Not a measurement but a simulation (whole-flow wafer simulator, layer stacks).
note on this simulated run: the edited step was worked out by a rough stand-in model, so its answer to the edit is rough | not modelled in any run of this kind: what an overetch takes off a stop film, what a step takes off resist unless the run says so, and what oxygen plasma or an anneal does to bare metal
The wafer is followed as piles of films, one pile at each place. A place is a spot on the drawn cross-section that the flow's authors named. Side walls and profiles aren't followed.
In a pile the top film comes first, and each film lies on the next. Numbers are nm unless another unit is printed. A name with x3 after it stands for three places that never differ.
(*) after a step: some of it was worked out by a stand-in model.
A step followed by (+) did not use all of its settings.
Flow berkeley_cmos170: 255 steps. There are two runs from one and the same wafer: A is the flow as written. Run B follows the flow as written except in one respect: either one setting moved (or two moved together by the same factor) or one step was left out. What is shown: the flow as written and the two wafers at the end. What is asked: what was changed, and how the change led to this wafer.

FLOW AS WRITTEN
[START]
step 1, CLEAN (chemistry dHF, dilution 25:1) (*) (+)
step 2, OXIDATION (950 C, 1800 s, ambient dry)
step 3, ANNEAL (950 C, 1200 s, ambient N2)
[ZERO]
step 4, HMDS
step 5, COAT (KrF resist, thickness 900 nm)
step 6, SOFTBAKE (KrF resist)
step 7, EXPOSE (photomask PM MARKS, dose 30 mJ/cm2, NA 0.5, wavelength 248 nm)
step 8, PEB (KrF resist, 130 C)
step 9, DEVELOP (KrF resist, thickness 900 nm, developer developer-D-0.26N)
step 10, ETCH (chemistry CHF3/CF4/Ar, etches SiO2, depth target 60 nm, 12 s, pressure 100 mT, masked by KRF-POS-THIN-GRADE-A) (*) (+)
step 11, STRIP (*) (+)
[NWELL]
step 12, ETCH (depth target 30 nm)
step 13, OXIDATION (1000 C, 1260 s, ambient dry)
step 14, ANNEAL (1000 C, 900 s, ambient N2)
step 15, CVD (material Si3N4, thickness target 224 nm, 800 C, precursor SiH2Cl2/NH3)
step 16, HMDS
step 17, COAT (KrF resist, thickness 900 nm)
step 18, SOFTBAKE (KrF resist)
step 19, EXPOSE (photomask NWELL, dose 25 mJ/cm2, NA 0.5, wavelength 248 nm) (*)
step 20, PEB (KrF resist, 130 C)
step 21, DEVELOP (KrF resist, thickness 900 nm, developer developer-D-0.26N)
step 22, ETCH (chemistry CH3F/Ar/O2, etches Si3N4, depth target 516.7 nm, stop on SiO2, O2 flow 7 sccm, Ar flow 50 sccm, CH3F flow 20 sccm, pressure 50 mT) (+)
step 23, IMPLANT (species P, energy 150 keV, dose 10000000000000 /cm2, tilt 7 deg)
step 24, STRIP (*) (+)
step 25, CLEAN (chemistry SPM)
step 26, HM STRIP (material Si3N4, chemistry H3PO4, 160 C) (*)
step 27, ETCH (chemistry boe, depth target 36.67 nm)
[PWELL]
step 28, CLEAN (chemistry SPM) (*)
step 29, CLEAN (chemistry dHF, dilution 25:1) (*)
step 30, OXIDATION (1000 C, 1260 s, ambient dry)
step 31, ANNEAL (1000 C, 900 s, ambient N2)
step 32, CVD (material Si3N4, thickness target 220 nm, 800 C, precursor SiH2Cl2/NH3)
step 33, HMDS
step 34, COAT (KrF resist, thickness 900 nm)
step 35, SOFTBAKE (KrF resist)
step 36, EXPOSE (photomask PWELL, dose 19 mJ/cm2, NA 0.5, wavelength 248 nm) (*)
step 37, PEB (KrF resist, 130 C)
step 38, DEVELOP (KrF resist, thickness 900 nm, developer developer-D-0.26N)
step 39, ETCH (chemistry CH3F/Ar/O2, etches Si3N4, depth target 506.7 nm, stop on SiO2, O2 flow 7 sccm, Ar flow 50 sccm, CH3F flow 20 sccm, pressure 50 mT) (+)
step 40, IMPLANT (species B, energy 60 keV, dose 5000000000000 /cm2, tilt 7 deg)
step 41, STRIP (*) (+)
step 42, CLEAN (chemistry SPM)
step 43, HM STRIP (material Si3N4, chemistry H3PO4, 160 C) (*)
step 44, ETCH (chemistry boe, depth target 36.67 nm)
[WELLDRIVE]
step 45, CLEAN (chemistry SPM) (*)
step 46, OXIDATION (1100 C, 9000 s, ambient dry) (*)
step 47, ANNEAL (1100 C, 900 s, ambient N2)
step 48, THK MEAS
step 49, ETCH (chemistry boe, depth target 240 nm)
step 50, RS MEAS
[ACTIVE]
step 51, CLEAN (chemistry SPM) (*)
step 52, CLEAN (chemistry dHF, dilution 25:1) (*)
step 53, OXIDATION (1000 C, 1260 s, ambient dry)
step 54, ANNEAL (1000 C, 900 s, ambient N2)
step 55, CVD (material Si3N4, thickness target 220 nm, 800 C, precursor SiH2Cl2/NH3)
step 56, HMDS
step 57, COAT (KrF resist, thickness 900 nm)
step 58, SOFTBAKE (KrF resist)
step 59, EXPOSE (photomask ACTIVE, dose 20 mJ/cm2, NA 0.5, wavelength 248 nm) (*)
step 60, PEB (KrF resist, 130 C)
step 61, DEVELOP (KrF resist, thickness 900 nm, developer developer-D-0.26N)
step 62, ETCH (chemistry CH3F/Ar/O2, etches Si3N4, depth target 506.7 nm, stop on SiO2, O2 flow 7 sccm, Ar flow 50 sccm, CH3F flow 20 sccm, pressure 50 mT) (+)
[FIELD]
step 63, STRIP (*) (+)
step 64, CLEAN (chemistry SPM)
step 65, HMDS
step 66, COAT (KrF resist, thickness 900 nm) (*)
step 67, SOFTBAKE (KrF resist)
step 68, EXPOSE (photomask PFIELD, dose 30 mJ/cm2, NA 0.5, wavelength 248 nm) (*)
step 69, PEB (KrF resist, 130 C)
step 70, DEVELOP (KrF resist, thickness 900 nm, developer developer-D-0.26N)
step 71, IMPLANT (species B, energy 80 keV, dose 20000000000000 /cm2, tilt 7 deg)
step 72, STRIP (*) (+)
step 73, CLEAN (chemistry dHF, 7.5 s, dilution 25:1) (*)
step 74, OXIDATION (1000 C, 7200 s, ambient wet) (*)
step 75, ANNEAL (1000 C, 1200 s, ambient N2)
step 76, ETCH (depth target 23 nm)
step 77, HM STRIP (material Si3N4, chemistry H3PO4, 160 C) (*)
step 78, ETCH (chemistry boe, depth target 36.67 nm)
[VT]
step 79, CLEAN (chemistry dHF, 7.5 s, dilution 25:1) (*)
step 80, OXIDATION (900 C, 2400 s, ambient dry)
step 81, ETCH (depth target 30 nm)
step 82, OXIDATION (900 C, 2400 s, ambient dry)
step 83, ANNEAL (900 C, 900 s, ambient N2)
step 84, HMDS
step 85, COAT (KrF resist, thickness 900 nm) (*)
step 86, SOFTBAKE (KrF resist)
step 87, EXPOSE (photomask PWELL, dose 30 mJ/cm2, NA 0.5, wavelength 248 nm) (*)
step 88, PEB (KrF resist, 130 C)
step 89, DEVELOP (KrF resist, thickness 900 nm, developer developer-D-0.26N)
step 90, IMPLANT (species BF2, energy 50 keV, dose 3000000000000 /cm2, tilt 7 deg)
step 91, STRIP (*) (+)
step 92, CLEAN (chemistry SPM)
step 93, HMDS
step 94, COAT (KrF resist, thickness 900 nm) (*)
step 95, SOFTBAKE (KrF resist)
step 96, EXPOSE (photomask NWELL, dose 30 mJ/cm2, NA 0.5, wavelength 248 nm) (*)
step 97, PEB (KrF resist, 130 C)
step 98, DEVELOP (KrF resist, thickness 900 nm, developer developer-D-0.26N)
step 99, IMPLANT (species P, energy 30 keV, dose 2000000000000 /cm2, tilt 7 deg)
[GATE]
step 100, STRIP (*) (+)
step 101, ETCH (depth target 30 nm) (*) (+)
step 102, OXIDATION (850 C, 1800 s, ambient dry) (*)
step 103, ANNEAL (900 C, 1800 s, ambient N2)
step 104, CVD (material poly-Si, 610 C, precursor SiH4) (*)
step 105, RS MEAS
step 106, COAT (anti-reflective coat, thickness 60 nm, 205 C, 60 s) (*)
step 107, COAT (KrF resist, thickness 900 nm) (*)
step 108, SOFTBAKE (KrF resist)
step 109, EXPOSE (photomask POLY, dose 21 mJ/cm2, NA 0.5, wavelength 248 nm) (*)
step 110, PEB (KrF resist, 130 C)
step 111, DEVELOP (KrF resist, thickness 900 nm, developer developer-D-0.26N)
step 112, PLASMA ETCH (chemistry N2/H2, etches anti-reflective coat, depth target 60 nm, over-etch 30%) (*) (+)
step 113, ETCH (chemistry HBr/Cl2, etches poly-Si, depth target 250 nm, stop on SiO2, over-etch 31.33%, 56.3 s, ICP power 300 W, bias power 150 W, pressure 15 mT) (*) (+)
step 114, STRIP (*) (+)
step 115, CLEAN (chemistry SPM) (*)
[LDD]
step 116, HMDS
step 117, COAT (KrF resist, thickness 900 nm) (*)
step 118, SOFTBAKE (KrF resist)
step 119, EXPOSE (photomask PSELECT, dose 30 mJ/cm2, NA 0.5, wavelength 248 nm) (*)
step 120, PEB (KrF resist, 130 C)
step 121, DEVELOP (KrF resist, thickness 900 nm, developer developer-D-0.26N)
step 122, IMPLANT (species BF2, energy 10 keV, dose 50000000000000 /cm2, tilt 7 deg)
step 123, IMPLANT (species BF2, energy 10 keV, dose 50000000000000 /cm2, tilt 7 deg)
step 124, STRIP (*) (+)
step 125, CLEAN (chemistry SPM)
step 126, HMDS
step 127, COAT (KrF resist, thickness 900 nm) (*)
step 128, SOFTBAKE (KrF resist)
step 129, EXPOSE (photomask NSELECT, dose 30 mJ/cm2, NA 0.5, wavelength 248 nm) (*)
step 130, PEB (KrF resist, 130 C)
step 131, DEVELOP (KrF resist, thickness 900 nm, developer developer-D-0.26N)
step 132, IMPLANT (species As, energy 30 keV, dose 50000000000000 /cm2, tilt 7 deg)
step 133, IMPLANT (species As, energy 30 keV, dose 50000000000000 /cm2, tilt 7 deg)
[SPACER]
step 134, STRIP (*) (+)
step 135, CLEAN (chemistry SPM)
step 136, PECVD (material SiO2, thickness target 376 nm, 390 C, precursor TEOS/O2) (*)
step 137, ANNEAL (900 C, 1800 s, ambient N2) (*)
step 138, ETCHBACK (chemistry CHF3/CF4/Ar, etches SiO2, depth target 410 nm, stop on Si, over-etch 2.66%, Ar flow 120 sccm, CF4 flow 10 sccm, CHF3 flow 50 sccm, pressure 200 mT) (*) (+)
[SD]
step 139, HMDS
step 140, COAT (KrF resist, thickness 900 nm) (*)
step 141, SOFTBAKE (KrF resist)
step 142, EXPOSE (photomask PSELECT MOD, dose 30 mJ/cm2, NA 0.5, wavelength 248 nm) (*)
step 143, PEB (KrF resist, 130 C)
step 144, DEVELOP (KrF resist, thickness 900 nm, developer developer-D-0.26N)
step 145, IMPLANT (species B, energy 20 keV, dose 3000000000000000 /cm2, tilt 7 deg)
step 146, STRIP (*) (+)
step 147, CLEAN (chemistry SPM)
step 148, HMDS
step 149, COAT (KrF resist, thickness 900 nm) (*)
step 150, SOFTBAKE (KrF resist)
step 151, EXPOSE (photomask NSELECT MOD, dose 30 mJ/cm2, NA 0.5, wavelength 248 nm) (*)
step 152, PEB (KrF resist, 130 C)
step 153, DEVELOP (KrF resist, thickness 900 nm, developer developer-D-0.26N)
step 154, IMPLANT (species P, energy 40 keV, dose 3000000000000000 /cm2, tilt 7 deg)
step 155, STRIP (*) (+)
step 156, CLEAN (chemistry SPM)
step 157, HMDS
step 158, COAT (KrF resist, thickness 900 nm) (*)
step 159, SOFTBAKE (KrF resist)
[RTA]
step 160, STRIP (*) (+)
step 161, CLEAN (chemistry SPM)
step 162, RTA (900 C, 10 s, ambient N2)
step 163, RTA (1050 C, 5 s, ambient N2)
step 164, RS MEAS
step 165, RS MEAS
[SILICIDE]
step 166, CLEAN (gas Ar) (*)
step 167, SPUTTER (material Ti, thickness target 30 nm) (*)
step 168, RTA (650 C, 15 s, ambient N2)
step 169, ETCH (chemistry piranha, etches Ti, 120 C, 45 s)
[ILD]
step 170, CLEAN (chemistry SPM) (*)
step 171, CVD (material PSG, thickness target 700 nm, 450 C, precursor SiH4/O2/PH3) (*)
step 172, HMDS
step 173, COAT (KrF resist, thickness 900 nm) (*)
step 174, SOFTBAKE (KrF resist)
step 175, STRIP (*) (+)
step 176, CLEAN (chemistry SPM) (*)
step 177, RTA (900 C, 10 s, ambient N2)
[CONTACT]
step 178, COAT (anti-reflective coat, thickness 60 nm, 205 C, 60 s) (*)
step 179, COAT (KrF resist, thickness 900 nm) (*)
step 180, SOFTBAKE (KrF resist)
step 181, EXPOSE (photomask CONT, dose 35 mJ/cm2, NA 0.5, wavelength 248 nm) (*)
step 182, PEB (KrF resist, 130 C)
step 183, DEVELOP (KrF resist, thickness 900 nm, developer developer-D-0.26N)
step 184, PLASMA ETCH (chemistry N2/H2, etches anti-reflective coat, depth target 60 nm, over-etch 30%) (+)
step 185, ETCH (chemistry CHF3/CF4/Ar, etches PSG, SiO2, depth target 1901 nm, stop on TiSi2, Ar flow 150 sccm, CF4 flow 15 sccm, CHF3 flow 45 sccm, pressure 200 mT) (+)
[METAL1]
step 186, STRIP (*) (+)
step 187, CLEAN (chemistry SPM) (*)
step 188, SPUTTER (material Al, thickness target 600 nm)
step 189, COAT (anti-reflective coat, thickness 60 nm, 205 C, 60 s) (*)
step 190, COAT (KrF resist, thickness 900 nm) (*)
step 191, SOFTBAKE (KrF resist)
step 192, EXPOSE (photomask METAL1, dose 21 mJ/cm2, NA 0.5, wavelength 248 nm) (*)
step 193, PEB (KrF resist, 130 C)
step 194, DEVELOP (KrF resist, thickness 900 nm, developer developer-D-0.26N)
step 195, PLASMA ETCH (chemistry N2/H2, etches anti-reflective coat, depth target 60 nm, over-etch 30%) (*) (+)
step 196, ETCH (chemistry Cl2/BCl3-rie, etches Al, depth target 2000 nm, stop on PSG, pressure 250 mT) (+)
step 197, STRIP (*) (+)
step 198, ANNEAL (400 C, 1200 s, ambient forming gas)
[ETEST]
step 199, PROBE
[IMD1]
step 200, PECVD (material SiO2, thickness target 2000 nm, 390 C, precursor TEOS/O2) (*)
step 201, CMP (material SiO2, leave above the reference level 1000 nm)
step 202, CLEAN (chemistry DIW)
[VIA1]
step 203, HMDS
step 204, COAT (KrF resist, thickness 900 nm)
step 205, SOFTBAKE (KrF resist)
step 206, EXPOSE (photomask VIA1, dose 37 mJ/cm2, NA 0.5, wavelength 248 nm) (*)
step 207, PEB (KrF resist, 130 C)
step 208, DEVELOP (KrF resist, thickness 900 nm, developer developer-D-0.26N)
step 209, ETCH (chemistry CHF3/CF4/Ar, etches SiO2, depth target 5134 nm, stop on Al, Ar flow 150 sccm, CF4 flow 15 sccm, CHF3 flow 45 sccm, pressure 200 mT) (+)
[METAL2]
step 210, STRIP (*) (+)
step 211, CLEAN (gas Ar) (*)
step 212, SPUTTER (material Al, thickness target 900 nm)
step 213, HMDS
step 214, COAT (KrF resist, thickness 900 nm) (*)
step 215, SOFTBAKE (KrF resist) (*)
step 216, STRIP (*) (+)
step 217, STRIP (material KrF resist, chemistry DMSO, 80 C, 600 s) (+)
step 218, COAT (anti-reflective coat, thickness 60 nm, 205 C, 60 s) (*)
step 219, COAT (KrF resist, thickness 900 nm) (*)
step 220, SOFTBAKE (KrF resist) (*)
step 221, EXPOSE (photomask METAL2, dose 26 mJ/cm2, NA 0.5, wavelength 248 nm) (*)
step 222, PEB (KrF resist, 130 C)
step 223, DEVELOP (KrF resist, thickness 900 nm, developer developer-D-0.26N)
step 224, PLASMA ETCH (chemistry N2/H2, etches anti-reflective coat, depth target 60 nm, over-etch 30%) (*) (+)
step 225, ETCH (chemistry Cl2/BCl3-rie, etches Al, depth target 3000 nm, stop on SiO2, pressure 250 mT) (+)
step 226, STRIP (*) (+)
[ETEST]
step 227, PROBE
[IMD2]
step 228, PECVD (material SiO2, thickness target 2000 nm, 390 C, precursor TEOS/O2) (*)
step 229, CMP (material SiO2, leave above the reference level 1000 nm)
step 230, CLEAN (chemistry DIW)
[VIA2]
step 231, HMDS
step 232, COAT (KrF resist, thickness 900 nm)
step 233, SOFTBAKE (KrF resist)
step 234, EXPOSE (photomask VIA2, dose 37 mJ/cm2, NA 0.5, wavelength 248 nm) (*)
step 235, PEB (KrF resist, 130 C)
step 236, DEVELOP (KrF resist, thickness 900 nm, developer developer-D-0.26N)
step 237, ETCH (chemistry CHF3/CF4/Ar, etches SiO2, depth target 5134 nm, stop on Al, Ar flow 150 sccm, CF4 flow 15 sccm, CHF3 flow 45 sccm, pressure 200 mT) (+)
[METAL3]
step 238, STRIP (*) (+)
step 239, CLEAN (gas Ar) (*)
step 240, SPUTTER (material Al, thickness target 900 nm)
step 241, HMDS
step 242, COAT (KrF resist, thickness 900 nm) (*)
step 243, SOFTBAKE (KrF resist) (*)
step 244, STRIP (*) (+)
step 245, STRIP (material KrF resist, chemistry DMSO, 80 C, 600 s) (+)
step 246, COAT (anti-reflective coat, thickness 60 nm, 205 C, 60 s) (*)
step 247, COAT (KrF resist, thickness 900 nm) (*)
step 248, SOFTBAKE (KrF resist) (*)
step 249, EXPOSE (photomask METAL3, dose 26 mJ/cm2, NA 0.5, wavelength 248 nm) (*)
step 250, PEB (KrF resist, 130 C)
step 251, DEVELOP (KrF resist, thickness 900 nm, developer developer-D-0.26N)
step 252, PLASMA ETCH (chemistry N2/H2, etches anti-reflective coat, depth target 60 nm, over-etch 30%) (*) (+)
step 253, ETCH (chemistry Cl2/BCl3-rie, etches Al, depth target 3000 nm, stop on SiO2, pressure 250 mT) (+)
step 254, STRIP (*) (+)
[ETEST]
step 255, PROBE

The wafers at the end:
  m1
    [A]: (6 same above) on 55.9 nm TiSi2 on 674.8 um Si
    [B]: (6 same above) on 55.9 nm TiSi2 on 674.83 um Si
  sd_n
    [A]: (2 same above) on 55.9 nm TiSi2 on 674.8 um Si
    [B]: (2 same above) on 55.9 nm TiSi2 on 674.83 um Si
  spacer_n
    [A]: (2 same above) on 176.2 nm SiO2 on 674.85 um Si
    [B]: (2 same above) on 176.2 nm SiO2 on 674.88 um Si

What caused this: step 46, OXIDATION: 1045 C was run, while the flow as written has 1100 C.

Step by step, how the change led to this:
  step 46, OXIDATION (1100 C, 9000 s, ambient dry) (*)
      field, sd_n, spacer_n and 9 more: A SiO2 gains 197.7 (new film), chemical SiO2 loses 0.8 (all of it), Si loses 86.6 | B SiO2 gains 133.7 (new film), chemical SiO2 loses 0.8 (all of it), Si loses 58.5
  step 49, ETCH (chemistry boe, depth target 240 nm)
      field, sd_n, spacer_n and 9 more: A SiO2 loses 197.7 (all of it) | B SiO2 loses 133.7 (all of it)
